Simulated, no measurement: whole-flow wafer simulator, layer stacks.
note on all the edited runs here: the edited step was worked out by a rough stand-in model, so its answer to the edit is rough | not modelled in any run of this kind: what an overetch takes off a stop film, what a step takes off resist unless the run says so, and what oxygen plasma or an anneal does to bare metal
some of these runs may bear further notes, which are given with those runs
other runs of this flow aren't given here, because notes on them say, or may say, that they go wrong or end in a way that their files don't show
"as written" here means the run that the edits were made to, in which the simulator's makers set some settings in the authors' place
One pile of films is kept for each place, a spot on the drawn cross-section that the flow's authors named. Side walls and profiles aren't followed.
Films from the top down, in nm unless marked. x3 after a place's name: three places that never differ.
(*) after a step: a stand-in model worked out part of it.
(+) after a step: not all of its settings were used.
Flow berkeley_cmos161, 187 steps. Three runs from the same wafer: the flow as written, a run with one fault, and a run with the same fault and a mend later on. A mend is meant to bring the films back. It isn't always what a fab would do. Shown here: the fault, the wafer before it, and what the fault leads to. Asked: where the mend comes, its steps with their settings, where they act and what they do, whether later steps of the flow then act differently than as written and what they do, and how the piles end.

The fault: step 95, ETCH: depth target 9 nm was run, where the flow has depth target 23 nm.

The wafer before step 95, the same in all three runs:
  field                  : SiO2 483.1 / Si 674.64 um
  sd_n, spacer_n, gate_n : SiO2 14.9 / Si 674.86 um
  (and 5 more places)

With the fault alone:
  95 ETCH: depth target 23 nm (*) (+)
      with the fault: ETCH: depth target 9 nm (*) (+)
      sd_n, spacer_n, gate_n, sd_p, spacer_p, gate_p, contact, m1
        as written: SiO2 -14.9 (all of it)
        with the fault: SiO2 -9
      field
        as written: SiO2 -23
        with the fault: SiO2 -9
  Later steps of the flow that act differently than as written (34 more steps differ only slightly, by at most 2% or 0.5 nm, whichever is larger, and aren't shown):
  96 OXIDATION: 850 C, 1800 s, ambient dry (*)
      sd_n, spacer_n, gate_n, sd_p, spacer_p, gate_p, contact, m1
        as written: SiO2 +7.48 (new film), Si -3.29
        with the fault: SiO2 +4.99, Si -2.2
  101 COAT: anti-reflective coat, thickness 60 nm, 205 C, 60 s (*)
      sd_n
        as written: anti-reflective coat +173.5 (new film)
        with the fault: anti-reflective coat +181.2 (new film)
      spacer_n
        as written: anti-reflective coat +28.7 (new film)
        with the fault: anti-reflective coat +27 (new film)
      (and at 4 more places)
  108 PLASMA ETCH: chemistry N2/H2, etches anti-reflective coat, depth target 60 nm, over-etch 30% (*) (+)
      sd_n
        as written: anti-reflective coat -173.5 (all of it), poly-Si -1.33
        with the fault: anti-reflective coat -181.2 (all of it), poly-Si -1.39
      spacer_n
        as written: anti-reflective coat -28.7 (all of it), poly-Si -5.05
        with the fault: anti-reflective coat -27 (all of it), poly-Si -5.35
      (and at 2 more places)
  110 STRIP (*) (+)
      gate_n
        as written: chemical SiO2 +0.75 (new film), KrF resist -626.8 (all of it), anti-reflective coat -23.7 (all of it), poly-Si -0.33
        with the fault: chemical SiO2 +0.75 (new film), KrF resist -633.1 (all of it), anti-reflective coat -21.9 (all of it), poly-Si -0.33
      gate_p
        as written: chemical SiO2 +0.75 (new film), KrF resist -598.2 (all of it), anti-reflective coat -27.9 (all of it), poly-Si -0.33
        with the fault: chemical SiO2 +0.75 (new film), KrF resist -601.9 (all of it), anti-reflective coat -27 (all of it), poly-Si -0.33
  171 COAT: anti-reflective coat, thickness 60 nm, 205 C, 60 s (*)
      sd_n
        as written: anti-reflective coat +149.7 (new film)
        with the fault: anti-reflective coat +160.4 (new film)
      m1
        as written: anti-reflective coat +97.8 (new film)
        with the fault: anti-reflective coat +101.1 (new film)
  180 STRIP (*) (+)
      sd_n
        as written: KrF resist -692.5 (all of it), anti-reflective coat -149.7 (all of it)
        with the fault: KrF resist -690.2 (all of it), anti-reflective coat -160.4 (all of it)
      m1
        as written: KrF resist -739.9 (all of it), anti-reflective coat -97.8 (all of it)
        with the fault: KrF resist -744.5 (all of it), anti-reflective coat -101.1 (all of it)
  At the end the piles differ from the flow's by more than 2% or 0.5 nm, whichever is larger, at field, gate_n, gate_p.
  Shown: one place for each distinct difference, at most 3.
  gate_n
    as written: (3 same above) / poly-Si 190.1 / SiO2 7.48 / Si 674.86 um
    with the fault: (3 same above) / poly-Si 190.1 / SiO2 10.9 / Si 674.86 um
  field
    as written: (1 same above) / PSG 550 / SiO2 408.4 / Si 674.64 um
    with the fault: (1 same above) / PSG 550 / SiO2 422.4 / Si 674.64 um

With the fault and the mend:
  The mend comes after step 95.
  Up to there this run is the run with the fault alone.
  95a ETCH: depth target 14 nm (*) (+) (the flow's step 95 once more, with other settings)
      sd_n, spacer_n, gate_n, sd_p, spacer_p, gate_p, contact, m1
        SiO2 -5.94 (all of it)
      field
        SiO2 -14
  No later step of the flow acts differently than as written at any place that is followed.
  At the end the piles are the same as the flow's at every place that both follow.
